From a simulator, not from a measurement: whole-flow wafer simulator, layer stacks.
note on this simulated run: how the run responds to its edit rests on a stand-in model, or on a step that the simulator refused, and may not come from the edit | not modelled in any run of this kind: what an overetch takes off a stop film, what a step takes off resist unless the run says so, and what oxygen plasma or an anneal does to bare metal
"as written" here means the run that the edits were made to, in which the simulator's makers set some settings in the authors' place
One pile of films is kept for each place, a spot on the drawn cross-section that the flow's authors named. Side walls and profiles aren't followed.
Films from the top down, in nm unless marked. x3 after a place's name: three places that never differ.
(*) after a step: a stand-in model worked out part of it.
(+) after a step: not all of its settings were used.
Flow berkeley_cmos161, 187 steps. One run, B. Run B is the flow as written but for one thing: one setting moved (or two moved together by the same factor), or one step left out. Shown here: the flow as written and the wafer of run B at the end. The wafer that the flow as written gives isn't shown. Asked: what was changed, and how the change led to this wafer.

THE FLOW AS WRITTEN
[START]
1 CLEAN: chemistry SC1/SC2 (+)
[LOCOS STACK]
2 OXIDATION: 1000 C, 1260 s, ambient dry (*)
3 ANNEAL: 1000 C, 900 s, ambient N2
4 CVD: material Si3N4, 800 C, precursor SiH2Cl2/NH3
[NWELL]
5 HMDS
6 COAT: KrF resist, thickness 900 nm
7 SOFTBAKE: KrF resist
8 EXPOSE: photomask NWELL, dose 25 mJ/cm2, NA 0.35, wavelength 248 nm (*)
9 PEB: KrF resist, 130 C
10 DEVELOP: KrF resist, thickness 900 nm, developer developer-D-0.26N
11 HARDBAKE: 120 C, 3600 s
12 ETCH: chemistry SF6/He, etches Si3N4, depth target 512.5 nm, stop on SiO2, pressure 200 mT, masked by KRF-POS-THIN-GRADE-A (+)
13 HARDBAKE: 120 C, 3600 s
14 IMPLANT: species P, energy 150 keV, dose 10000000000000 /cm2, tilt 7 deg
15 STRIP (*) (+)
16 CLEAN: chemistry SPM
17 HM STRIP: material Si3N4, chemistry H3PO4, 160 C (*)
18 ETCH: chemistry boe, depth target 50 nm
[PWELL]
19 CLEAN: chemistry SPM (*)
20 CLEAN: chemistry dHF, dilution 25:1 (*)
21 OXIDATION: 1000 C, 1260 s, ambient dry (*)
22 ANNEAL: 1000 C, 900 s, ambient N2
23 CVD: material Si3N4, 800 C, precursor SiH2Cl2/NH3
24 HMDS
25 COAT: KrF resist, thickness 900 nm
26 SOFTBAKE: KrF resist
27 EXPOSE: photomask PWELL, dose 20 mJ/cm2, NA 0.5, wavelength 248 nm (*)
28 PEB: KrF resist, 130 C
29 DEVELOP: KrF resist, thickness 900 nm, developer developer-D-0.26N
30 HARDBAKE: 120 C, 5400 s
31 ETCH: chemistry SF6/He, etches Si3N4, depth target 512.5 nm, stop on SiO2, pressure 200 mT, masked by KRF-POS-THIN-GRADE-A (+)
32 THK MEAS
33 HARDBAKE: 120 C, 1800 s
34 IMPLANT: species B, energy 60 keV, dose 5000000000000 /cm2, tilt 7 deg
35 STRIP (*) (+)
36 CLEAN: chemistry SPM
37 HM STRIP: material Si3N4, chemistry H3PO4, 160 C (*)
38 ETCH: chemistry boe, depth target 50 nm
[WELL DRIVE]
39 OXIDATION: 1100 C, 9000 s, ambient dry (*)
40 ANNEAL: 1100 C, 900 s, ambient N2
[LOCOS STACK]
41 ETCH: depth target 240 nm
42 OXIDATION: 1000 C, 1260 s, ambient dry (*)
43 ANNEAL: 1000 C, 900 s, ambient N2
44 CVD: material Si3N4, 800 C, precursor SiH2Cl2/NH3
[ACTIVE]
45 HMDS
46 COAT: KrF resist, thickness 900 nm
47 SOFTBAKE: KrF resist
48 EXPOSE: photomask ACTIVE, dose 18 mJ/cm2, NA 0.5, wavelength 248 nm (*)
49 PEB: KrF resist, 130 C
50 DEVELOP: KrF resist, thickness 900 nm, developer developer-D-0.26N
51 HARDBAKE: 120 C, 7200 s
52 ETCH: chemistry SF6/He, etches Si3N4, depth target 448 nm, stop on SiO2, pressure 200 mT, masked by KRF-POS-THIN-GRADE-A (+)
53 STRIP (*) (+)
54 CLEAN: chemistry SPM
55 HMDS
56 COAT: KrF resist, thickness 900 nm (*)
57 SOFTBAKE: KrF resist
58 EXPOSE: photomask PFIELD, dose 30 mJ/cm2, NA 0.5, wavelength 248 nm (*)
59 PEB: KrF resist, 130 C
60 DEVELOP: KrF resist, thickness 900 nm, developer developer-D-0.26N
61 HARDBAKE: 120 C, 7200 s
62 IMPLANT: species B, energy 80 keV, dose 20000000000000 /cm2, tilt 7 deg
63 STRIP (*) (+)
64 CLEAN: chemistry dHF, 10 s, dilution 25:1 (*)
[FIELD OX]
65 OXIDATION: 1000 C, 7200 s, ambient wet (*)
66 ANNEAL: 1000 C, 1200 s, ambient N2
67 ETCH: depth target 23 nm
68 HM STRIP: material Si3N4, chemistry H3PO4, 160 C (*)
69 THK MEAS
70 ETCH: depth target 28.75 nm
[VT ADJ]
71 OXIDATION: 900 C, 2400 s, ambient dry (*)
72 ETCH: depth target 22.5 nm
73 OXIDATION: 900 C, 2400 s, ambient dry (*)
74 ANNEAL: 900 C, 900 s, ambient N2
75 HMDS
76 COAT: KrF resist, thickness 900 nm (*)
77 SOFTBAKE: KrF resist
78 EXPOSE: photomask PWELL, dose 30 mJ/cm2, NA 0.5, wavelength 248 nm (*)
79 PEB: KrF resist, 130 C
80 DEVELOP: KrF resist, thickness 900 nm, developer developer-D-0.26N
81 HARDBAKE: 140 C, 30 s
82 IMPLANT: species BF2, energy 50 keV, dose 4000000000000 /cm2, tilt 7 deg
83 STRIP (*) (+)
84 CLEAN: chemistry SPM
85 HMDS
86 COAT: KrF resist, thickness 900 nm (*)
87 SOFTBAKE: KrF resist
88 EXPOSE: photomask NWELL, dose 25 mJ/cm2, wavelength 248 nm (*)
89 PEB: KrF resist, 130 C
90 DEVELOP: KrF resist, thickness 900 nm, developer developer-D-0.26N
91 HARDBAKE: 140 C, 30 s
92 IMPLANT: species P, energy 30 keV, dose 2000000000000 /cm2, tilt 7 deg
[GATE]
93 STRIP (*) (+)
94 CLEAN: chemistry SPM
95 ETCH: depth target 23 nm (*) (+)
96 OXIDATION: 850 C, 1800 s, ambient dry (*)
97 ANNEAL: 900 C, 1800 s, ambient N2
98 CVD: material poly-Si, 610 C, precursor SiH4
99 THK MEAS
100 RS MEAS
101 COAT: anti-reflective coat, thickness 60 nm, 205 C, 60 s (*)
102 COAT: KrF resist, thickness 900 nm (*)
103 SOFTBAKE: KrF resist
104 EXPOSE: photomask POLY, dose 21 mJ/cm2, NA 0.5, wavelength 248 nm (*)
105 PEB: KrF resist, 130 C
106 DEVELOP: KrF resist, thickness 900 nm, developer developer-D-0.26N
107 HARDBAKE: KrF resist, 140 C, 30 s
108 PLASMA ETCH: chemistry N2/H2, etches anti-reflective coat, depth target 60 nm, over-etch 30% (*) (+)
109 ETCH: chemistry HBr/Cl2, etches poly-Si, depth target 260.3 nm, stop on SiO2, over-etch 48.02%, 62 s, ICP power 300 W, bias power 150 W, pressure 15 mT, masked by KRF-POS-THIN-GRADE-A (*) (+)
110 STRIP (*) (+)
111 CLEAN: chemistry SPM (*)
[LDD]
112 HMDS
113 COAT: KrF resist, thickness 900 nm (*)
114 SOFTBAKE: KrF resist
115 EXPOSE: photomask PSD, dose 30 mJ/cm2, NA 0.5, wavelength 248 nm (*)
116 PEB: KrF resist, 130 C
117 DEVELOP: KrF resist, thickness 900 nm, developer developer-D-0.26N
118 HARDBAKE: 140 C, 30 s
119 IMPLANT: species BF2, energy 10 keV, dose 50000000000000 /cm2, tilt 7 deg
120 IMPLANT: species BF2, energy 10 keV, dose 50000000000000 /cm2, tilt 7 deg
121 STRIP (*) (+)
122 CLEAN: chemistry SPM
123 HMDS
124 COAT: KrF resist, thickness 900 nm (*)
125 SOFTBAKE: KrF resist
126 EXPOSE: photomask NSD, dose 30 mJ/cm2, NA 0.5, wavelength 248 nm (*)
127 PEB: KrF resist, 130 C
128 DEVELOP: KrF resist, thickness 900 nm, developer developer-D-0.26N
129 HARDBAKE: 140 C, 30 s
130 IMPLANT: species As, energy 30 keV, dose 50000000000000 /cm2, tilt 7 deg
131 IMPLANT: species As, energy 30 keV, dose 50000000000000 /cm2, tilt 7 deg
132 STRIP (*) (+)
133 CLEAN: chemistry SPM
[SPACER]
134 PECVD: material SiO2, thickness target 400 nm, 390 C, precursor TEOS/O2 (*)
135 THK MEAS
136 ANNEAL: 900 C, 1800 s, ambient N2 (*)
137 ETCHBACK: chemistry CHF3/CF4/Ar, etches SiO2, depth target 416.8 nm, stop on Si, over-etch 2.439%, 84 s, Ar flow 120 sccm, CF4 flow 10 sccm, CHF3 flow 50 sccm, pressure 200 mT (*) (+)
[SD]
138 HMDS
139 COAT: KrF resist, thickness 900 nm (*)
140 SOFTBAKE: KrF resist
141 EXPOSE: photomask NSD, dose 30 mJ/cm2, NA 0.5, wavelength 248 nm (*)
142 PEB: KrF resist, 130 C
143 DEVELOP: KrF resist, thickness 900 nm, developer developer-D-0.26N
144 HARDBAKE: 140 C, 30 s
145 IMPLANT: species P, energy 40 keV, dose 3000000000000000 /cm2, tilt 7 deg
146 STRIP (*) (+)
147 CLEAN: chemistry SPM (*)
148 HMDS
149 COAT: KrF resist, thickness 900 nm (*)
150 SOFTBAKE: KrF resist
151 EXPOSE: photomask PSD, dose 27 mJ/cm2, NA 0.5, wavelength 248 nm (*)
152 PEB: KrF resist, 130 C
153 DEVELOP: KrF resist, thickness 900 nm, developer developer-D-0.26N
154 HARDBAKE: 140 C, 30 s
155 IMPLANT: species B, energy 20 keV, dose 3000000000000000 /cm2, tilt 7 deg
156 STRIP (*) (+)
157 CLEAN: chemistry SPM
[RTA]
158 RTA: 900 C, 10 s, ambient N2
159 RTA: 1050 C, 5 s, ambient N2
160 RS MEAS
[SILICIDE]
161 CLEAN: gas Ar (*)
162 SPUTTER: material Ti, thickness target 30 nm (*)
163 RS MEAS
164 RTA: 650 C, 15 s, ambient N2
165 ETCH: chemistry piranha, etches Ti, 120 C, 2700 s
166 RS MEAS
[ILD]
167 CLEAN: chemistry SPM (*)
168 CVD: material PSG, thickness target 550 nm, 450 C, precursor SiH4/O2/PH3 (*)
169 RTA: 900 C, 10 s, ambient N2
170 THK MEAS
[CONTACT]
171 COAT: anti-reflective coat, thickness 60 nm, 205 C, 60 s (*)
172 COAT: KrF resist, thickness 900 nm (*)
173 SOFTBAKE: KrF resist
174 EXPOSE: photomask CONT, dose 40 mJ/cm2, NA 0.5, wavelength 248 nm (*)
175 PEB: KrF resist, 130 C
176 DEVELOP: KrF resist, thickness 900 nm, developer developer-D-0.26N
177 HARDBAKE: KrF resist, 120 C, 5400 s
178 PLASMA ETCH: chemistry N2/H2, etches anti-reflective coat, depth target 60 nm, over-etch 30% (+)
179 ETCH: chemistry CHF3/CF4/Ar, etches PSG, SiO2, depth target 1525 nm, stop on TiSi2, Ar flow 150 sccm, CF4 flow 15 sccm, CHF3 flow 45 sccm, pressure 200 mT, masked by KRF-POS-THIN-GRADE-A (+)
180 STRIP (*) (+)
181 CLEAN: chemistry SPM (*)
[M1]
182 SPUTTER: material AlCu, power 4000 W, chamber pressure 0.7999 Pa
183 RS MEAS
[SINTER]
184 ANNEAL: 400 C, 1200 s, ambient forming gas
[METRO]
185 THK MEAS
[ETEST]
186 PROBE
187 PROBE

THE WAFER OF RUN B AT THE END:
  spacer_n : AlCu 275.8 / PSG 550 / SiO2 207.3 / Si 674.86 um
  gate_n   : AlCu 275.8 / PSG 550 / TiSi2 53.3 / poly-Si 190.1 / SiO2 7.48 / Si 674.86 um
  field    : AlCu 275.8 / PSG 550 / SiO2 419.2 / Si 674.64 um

The cause: step 70, ETCH: depth target 17.88 nm was run, where the flow has depth target 28.75 nm.

How the change led to this, step by step:
  70 ETCH: depth target 28.75 nm
      spacer_n, gate_n, spacer_p, gate_p, contact, m1: SiO2 -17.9 (as written it would be: SiO2 -24.8 (all of it))
      sd_n, sd_p: SiO2 -17.9 (as written it would be: SiO2 -25 (all of it))
      (and at 1 more place)
  71 OXIDATION: 900 C, 2400 s, ambient dry (*)
      spacer_n, gate_n, spacer_p, gate_p, contact, m1: SiO2 +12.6, Si -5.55 (as written it would be: SiO2 +14.9 (new film), Si -6.57)
      sd_n, sd_p: SiO2 +12.6, Si -5.53 (as written it would be: SiO2 +14.9 (new film), Si -6.57)
  72 ETCH: depth target 22.5 nm
      spacer_n, gate_n, spacer_p, gate_p, contact, m1: SiO2 -19.5 (all of it) (as written it would be: SiO2 -14.9 (all of it))
      sd_n, sd_p: SiO2 -19.7 (all of it) (as written it would be: SiO2 -14.9 (all of it))
  101 COAT: anti-reflective coat, thickness 60 nm, 205 C, 60 s (*)
      sd_n: anti-reflective coat +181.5 (new film) (as written it would be: anti-reflective coat +173.5 (new film))
      spacer_n: anti-reflective coat +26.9 (new film) (as written it would be: anti-reflective coat +28.7 (new film))
      (and at 4 more places)
  108 PLASMA ETCH: chemistry N2/H2, etches anti-reflective coat, depth target 60 nm, over-etch 30% (*) (+)
      sd_n: anti-reflective coat -181.5 (all of it), poly-Si -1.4 (as written it would be: anti-reflective coat -173.5 (all of it), poly-Si -1.33)
      spacer_n: anti-reflective coat -26.9 (all of it), poly-Si -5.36 (as written it would be: anti-reflective coat -28.7 (all of it), poly-Si -5.05)
      (and at 2 more places)
  110 STRIP (*) (+)
      gate_n: chemical SiO2 +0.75 (new film), KrF resist -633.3 (all of it), anti-reflective coat -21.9 (all of it), poly-Si -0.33 (as written it would be: chemical SiO2 +0.75 (new film), KrF resist -626.8 (all of it), anti-reflective coat -23.7 (all of it), poly-Si -0.33)
      gate_p: chemical SiO2 +0.75 (new film), KrF resist -602 (all of it), anti-reflective coat -27 (all of it), poly-Si -0.33 (as written it would be: chemical SiO2 +0.75 (new film), KrF resist -598.2 (all of it), anti-reflective coat -27.9 (all of it), poly-Si -0.33)
  171 COAT: anti-reflective coat, thickness 60 nm, 205 C, 60 s (*)
      sd_n: anti-reflective coat +157.8 (new film) (as written it would be: anti-reflective coat +149.7 (new film))
      m1: anti-reflective coat +100.2 (new film) (as written it would be: anti-reflective coat +97.8 (new film))
  180 STRIP (*) (+)
      sd_n: KrF resist -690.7 (all of it), anti-reflective coat -157.8 (all of it) (as written it would be: KrF resist -692.5 (all of it), anti-reflective coat -149.7 (all of it))
      m1: KrF resist -743.5 (all of it), anti-reflective coat -100.2 (all of it) (as written it would be: KrF resist -739.9 (all of it), anti-reflective coat -97.8 (all of it))
